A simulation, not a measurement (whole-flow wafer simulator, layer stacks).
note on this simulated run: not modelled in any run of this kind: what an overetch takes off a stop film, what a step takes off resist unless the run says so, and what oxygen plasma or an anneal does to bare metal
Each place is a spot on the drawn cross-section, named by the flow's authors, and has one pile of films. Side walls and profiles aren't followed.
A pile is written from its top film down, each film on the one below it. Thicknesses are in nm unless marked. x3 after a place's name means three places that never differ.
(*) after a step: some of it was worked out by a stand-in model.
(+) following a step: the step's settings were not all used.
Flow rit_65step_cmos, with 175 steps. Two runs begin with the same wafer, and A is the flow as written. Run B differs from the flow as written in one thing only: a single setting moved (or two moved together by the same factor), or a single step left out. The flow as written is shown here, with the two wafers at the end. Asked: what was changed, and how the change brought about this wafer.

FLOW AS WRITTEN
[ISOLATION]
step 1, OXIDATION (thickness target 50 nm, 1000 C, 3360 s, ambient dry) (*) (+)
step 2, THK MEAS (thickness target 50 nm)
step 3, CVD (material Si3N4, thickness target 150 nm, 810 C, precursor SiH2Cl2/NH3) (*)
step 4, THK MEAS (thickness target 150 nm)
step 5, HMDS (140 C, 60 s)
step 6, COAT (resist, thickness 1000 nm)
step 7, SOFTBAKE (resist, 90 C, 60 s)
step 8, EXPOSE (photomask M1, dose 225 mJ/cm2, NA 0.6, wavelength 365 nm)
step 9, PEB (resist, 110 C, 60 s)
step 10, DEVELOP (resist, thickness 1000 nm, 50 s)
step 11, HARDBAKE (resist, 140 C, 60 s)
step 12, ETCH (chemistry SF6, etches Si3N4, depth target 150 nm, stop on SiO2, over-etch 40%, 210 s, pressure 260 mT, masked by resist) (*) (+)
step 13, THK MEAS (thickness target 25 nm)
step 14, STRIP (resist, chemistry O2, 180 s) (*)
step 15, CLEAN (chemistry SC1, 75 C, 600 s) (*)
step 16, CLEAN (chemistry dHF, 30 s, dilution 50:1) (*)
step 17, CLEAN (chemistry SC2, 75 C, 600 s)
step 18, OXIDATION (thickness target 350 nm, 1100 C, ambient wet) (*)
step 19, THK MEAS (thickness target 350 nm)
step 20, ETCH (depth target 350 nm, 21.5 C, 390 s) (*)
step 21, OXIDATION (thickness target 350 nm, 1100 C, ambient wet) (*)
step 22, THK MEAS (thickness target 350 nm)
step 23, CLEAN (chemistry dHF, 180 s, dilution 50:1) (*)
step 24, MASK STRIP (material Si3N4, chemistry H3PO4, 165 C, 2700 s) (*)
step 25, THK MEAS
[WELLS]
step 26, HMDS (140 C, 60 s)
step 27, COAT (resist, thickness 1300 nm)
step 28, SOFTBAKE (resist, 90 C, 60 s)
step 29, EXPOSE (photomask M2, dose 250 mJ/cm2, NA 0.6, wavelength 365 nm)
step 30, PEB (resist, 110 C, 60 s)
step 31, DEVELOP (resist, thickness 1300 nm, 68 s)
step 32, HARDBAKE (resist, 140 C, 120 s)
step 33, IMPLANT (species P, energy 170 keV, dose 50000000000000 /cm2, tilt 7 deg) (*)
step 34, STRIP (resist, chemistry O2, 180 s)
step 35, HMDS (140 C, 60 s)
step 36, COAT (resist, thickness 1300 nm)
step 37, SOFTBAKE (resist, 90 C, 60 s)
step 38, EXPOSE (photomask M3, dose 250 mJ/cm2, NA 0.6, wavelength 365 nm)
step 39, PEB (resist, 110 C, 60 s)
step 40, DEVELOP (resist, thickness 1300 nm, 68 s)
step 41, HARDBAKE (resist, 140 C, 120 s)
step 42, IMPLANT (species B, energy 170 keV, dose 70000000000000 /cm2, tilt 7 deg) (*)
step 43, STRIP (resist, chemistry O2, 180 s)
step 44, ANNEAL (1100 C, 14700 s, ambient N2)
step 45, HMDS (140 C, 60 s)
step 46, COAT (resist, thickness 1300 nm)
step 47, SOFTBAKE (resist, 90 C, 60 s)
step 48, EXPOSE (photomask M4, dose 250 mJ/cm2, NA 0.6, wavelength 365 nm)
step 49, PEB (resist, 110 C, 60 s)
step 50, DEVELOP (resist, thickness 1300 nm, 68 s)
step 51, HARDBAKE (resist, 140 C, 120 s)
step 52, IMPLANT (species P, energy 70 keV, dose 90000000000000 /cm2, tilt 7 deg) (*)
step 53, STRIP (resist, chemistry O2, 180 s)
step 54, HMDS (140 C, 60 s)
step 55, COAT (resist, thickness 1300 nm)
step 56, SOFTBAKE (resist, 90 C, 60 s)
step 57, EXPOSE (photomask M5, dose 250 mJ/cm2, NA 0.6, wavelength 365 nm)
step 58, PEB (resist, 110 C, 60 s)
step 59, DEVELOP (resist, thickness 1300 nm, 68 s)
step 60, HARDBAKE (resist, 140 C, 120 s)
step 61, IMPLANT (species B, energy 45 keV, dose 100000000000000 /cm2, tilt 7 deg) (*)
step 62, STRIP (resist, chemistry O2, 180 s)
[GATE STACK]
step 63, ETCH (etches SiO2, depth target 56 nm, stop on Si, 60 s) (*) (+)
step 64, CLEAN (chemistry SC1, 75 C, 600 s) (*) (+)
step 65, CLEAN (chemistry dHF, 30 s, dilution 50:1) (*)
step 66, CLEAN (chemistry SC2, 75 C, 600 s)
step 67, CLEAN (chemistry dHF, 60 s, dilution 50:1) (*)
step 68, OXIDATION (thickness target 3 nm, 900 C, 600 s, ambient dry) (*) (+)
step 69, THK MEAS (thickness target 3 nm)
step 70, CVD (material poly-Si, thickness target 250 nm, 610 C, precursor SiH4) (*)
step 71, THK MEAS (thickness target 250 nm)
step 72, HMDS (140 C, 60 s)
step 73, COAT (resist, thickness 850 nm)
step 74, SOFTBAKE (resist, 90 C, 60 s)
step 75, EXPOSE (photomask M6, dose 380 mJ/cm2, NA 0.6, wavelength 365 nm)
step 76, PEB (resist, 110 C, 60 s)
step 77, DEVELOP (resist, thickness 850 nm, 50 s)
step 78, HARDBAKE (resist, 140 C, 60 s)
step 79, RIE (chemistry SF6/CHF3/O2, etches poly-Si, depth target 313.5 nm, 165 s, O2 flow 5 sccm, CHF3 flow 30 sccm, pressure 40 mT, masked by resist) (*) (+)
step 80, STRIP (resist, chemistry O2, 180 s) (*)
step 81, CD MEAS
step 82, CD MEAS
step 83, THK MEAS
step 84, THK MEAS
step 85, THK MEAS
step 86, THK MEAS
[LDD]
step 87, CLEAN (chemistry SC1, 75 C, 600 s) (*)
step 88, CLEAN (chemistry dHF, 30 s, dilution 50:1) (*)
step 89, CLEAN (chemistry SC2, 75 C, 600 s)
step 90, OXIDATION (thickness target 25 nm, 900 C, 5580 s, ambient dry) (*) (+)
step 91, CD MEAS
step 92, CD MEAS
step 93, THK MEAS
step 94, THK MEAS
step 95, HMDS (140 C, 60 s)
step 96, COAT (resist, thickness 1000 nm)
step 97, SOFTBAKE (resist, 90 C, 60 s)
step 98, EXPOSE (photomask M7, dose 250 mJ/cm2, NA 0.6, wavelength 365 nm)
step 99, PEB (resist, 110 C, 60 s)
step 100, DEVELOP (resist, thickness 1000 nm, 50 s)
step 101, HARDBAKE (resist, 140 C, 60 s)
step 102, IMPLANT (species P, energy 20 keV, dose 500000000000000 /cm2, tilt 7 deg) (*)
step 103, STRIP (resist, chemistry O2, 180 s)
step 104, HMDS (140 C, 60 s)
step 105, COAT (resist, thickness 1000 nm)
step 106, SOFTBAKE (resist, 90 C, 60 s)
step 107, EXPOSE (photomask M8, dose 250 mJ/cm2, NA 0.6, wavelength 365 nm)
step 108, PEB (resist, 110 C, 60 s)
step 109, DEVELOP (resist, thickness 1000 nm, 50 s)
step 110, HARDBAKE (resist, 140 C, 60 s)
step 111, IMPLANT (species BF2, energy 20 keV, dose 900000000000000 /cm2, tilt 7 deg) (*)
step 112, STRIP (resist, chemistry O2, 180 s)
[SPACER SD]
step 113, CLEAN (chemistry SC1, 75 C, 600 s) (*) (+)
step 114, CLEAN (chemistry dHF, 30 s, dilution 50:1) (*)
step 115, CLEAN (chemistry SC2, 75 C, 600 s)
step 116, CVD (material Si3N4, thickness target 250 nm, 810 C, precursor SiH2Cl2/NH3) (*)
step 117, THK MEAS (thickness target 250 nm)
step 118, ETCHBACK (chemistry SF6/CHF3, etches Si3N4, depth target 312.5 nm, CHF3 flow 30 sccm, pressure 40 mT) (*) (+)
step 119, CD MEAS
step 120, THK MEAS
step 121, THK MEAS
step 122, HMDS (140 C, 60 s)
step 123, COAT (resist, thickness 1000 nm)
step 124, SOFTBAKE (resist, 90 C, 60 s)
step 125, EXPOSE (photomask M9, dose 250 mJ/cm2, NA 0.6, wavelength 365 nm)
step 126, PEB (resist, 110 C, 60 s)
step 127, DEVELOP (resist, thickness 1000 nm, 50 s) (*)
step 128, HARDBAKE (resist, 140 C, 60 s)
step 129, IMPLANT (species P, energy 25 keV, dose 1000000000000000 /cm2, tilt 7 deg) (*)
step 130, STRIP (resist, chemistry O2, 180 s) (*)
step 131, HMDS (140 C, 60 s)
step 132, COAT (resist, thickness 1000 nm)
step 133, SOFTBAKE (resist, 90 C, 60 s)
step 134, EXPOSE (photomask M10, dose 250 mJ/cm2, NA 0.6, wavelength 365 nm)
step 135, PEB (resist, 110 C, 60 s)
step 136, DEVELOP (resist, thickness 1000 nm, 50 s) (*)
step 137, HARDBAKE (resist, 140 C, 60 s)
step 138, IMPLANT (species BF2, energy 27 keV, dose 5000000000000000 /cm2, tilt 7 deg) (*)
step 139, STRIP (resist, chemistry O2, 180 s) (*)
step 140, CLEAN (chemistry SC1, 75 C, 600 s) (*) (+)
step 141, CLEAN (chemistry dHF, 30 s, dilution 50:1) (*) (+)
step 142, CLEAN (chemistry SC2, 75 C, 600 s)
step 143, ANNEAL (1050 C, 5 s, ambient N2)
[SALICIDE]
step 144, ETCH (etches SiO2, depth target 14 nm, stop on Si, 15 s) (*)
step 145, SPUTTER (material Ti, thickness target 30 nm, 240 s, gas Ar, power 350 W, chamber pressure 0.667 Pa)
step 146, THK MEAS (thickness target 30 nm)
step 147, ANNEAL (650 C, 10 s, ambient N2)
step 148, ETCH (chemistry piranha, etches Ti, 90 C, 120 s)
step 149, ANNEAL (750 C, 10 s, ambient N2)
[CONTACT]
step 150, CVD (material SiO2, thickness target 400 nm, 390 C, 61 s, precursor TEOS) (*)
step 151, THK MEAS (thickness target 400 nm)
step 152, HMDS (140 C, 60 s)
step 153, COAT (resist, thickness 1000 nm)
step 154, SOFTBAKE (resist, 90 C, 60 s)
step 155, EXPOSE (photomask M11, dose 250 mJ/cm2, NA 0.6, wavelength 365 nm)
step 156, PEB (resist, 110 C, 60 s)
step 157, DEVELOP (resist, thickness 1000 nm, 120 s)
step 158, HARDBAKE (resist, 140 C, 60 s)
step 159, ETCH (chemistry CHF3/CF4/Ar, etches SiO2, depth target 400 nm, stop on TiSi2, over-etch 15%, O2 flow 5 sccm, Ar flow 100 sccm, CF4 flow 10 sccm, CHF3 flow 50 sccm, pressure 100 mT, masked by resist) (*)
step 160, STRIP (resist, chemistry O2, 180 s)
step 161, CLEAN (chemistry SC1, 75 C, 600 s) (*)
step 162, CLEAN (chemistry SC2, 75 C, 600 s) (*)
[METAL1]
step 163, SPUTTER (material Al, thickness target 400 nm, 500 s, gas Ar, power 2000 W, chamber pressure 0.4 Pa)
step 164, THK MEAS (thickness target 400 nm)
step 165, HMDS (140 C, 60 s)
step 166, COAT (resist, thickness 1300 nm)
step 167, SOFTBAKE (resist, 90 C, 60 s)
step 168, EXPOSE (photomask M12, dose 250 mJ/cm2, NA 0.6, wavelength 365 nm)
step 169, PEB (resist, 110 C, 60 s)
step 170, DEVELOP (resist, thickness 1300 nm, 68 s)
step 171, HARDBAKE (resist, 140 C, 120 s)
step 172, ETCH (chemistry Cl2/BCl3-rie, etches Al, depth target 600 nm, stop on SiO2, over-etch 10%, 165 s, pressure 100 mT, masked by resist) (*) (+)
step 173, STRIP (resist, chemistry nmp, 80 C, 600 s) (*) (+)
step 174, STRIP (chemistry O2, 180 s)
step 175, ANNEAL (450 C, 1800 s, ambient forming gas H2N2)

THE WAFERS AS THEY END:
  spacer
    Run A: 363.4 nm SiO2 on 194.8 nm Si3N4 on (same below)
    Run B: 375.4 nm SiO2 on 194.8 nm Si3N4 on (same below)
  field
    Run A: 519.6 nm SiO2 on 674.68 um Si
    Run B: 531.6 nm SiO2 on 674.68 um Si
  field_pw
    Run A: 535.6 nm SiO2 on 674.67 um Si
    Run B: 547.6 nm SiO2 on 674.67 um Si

Cause: step 163, SPUTTER: thickness target 496 nm was run, whereas the flow has thickness target 400 nm.

How this came from the change, step by step:
  step 163, SPUTTER (material Al, thickness target 400 nm, 500 s, gas Ar, power 2000 W, chamber pressure 0.4 Pa)
      field, field_pw, field_p, spacer, spacer_p: A Al gains 400 (new film) | B Al gains 496 (new film)
      gate_n, gate_p: A Al gains 396 (new film) | B Al gains 484.2 (new film)
      (and at 1 other place as well)
  step 172, ETCH (chemistry Cl2/BCl3-rie, etches Al, depth target 600 nm, stop on SiO2, over-etch 10%, 165 s, pressure 100 mT, masked by resist) (*) (+)
      field, field_pw, field_p, spacer, spacer_p: A Al loses 400 (all of it), SiO2 loses 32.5 | B Al loses 496 (all of it), SiO2 loses 20.5
      gate_n, gate_p: A Al loses 396 (all of it), SiO2 loses 33 | B Al loses 484.2 (all of it), SiO2 loses 22
      (and at 1 other place as well)
